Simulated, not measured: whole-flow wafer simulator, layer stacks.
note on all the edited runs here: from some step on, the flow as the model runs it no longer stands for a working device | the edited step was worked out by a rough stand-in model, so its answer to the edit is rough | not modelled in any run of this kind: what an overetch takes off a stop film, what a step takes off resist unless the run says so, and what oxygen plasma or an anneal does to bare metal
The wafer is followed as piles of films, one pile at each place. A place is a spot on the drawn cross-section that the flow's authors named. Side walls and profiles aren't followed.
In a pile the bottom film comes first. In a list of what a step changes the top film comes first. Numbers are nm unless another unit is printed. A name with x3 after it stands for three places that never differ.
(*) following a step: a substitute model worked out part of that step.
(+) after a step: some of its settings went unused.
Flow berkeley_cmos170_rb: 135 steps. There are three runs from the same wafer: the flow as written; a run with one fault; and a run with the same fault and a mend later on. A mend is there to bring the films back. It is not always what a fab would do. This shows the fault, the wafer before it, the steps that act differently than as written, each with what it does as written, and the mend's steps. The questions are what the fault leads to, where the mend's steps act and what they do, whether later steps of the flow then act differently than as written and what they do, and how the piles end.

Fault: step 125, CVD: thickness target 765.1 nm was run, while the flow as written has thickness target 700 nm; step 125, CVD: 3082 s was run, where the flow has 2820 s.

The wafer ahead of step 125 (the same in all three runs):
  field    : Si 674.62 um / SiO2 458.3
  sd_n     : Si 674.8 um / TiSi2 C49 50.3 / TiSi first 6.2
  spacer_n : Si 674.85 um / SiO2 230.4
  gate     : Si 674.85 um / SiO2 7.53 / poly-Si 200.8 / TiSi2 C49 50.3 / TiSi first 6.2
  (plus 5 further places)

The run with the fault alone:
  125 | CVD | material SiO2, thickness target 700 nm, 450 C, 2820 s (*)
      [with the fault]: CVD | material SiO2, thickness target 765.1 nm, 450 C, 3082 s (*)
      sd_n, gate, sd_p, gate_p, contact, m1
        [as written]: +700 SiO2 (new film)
        [with the fault]: +765.1 SiO2 (new film)
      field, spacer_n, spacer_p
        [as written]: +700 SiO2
        [with the fault]: +765.1 SiO2
  Steps later in the flow that act otherwise than as written (not shown: 3 more steps that differ only slightly, by at most 2% or 0.5 nm, whichever is larger):
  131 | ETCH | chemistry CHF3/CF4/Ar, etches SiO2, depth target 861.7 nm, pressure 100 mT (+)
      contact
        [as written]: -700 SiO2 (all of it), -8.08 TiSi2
        [with the fault]: -765.1 SiO2 (all of it), -4.83 TiSi2
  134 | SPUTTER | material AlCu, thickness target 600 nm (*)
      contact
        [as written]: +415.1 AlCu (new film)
        [with the fault]: +400.3 AlCu (new film)
  At field, sd_n, spacer_n and 6 more, the piles at the end differ from the flow's by more than 2% or 0.5 nm, whichever is larger.
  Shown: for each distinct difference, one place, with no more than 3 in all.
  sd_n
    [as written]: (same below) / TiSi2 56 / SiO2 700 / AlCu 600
    [with the fault]: (same below) / TiSi2 56 / SiO2 765.1 / AlCu 600
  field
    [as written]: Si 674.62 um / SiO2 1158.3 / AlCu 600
    [with the fault]: Si 674.62 um / SiO2 1223.4 / AlCu 600
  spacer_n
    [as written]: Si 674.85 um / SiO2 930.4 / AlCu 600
    [with the fault]: Si 674.85 um / SiO2 995.5 / AlCu 600

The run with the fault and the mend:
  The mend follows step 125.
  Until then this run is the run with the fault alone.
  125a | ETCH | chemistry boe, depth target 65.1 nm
      field, sd_n, spacer_n and 6 more
        -65.1 SiO2
  None of the later steps of the flow acts differently than as written at any place that is followed.
  By the end, the piles equal the flow's at every place that both follow.
